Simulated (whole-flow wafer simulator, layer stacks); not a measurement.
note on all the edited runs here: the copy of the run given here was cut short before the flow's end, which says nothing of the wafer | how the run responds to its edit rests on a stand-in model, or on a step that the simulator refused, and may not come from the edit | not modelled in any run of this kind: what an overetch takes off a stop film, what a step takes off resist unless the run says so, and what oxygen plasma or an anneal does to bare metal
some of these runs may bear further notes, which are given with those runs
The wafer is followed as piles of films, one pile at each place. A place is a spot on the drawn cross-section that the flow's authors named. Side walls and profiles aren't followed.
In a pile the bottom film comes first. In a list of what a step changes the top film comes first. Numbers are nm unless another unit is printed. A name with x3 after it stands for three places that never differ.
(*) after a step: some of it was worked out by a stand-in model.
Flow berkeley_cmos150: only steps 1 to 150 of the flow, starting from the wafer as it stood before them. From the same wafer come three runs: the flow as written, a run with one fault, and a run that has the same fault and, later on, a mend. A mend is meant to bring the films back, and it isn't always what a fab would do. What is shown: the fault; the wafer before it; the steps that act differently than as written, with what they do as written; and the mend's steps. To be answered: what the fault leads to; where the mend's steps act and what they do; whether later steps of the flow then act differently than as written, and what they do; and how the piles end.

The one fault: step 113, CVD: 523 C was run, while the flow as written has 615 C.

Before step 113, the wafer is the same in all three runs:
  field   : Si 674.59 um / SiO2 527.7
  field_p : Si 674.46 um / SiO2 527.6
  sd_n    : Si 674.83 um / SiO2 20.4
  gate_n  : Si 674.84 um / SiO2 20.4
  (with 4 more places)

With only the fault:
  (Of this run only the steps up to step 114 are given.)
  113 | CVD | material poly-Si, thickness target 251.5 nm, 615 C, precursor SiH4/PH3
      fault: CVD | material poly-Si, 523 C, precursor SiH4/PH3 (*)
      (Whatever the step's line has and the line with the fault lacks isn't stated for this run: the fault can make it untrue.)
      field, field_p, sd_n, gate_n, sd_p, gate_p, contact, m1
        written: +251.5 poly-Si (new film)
        fault: +21.3 poly-Si (new film)
  Later steps of the flow up to step 114 that are run all act as written at every place that is followed.
  Once step 114 is done, the piles at field, field_p, sd_n, gate_n, sd_p, gate_p, contact, m1 depart from the flow's by more than 2% or 0.5 nm, whichever is larger.
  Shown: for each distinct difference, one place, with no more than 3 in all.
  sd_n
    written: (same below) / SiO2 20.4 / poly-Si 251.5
    fault: (same below) / SiO2 20.4 / poly-Si 21.3
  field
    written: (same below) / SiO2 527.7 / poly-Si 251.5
    fault: (same below) / SiO2 527.7 / poly-Si 21.3
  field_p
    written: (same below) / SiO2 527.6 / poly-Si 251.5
    fault: (same below) / SiO2 527.6 / poly-Si 21.3

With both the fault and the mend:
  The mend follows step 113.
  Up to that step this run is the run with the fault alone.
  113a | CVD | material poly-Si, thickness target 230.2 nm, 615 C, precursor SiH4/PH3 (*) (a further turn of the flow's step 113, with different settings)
      field, field_p, sd_n, gate_n, sd_p, gate_p, contact, m1
        +230.2 poly-Si
  Later steps of the flow that are run all act as written at every place that is followed, up to a difference of at most 2% or 0.5 nm, whichever is larger.
  When the end is reached, the piles differ only a little from the flow's at the places that both follow, at most by 2% or 0.5 nm, whichever is larger.
